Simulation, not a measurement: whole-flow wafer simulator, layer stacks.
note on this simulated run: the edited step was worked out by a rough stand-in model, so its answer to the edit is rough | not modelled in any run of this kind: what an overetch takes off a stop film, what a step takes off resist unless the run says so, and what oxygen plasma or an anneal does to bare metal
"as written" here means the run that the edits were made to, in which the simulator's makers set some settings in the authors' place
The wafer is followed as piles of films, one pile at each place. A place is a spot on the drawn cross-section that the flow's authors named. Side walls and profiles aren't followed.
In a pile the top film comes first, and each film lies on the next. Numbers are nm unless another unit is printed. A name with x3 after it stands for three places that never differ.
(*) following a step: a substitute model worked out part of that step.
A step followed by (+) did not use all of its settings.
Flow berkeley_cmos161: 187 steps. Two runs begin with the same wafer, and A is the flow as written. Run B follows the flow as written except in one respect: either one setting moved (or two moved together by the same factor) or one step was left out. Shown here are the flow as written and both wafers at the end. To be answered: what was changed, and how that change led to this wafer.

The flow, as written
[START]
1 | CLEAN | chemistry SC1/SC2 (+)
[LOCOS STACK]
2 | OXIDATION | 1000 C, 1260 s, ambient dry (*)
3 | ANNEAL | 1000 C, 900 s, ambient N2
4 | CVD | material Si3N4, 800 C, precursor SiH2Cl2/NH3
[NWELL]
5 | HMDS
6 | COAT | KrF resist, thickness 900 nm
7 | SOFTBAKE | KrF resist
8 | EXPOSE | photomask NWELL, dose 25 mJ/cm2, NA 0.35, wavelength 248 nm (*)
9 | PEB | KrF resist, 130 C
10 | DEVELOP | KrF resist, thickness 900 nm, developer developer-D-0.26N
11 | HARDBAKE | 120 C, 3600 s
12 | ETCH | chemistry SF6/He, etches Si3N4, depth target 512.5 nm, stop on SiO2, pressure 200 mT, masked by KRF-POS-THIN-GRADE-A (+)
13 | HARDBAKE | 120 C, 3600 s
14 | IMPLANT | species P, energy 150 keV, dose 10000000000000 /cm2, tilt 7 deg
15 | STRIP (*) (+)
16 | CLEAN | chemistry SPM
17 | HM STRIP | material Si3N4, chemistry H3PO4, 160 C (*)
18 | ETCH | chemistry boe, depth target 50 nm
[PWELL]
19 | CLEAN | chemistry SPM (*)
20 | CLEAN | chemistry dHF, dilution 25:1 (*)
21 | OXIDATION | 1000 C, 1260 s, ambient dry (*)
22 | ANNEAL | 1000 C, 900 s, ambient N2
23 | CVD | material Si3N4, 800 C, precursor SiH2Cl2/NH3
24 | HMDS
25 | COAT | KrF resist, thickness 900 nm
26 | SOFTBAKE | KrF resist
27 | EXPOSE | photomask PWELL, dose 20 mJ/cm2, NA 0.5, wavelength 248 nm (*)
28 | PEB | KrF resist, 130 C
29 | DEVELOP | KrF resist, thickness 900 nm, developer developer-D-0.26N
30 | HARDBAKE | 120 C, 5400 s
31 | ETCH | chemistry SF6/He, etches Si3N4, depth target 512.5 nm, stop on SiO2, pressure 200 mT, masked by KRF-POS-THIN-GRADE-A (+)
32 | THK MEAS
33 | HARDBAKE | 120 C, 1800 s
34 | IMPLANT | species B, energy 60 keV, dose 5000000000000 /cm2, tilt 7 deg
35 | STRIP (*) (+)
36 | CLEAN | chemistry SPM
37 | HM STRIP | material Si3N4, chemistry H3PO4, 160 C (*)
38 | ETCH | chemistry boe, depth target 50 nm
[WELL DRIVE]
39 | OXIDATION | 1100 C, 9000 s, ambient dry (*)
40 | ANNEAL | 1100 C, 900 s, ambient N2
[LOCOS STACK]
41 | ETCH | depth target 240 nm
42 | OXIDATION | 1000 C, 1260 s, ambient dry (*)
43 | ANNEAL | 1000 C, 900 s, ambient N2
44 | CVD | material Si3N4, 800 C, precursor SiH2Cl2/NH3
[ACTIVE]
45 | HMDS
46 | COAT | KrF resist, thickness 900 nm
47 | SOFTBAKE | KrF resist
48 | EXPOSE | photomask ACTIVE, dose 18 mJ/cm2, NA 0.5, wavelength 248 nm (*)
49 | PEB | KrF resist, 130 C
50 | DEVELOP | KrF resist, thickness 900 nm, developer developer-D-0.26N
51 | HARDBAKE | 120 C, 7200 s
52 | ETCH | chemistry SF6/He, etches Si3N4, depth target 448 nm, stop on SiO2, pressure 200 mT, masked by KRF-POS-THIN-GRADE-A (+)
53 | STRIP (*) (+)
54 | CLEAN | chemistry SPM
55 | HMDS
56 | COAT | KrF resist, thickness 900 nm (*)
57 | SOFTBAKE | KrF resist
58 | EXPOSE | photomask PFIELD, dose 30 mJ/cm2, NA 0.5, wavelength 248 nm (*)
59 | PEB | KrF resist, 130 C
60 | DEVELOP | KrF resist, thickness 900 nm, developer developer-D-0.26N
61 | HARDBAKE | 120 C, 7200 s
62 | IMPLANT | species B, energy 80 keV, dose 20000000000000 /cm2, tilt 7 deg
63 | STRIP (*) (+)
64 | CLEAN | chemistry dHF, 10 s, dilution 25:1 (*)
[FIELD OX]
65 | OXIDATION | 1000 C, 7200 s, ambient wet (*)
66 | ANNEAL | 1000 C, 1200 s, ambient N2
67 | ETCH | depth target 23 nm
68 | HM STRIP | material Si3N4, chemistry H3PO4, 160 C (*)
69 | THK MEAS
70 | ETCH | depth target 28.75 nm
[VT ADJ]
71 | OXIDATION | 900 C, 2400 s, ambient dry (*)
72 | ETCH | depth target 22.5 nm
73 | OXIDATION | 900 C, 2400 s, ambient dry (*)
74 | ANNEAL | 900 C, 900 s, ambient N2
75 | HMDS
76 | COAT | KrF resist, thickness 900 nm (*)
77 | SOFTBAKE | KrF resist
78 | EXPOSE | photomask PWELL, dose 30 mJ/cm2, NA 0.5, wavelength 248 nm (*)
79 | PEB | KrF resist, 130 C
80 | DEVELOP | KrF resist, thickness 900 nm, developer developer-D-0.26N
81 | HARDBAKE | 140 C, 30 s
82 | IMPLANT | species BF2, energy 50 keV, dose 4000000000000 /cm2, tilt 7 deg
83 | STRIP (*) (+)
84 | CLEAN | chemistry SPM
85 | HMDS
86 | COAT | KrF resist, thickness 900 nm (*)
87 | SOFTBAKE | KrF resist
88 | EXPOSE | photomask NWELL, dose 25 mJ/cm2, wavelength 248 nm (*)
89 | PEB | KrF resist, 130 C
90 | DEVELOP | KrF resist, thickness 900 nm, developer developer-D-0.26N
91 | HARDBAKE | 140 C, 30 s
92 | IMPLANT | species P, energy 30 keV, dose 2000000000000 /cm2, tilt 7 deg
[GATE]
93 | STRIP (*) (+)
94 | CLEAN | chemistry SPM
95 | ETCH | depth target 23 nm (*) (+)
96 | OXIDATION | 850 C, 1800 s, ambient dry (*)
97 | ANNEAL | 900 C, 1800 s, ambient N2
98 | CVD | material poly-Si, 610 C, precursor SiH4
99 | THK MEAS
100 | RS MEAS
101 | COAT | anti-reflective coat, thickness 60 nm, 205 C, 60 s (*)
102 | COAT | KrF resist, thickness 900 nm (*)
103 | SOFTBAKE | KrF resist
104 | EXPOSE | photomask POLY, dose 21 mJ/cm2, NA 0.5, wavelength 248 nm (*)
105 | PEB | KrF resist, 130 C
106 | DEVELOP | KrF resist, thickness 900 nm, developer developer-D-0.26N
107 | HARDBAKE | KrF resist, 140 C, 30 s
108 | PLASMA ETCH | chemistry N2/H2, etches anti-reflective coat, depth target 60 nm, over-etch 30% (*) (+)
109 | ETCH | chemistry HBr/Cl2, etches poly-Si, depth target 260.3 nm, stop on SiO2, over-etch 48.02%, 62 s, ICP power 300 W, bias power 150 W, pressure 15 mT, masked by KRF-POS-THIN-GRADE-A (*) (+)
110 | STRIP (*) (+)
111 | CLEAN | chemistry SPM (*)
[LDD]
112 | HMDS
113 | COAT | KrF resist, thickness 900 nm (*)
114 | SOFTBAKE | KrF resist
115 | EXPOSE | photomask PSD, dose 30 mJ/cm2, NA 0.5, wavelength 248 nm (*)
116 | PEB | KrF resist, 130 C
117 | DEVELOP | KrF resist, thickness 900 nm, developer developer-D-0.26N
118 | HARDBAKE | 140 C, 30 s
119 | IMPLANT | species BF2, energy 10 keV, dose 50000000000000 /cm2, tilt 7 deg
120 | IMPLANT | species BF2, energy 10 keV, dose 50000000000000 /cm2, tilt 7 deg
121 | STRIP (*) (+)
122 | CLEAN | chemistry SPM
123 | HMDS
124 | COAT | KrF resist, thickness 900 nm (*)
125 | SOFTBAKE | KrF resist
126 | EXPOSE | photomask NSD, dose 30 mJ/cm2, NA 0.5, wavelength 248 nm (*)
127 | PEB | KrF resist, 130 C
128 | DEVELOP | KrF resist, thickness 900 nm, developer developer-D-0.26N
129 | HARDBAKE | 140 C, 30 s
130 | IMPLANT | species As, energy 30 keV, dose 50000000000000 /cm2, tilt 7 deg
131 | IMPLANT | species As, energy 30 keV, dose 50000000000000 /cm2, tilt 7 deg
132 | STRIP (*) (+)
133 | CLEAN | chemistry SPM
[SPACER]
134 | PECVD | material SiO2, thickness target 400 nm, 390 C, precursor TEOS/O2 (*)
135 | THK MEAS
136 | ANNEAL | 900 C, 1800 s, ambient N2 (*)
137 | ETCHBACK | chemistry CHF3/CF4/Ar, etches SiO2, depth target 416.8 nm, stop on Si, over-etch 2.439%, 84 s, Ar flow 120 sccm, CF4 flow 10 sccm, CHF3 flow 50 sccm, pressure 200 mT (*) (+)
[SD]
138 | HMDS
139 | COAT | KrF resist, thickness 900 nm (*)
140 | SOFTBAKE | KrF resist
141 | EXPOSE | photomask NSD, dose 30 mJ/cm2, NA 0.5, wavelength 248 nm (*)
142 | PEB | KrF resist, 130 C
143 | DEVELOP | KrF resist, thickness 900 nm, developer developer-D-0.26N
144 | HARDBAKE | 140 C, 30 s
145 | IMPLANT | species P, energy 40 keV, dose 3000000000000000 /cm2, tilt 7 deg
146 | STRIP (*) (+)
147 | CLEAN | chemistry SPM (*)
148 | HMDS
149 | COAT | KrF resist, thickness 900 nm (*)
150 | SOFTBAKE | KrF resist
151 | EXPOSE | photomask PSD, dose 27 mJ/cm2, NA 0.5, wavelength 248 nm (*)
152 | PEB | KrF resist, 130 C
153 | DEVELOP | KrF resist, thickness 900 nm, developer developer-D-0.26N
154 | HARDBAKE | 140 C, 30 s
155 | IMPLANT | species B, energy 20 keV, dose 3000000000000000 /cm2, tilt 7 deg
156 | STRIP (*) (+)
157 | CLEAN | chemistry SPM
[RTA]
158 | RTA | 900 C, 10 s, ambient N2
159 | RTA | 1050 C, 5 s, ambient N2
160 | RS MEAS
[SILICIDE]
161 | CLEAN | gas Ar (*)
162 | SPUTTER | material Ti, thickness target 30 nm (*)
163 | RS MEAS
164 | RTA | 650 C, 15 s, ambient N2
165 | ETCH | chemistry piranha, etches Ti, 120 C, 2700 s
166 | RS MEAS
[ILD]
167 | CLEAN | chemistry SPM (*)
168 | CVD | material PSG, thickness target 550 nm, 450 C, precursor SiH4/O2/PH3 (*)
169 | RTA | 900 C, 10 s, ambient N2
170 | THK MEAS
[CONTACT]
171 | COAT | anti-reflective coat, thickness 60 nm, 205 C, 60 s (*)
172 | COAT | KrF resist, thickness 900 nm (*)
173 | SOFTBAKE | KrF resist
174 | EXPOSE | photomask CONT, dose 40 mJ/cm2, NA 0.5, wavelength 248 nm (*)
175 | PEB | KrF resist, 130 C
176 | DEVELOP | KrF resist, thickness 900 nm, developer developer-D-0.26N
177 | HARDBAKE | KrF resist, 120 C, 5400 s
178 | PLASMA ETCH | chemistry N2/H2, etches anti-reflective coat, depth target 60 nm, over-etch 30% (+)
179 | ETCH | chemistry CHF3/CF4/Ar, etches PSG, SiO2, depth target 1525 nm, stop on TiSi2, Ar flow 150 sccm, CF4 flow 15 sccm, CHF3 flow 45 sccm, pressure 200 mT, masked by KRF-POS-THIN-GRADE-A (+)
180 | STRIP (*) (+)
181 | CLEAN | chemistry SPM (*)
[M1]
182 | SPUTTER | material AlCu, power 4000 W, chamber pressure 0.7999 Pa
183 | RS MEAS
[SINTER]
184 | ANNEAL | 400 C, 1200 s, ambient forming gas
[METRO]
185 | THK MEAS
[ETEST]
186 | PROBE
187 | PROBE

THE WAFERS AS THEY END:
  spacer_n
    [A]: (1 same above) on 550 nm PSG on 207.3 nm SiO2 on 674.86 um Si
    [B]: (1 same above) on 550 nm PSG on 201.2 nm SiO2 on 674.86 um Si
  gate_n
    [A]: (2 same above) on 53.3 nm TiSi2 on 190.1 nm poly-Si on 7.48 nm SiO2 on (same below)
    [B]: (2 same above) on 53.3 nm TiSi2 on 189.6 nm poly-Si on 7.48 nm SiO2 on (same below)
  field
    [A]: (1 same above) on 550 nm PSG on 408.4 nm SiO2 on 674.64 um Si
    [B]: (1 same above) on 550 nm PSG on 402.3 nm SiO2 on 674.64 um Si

Cause: step 137, ETCHBACK: over-etch 3.902% was run, while the flow as written has over-etch 2.439%.

Step by step, how the change led to this:
  137 | ETCHBACK | chemistry CHF3/CF4/Ar, etches SiO2, depth target 416.8 nm, stop on Si, over-etch 2.439%, 84 s, Ar flow 120 sccm, CF4 flow 10 sccm, CHF3 flow 50 sccm, pressure 200 mT (*) (+)
      spacer_n, spacer_p: A SiO2 loses 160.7 | B SiO2 loses 166.8
      gate_n, gate_p: A SiO2 loses 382 (all of it), chemical SiO2 loses 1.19 (all of it), poly-Si loses 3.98 | B SiO2 loses 382 (all of it), chemical SiO2 loses 1.19 (all of it), poly-Si loses 4.54
  171 | COAT | anti-reflective coat, thickness 60 nm, 205 C, 60 s (*)
      sd_n: A anti-reflective coat gains 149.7 (new film) | B anti-reflective coat gains 144.7 (new film)
      gate_n: A anti-reflective coat gains 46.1 (new film) | B anti-reflective coat gains 44.4 (new film)
      (as well as at 2 more places)
  180 | STRIP (*) (+)
      sd_n: A KrF resist loses 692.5 (all of it), anti-reflective coat loses 149.7 (all of it) | B KrF resist loses 693.3 (all of it), anti-reflective coat loses 144.7 (all of it)
      gate_n: A KrF resist loses 589.4 (all of it), anti-reflective coat loses 46.1 (all of it) | B KrF resist loses 586.6 (all of it), anti-reflective coat loses 44.4 (all of it)
      (as well as at 2 more places)
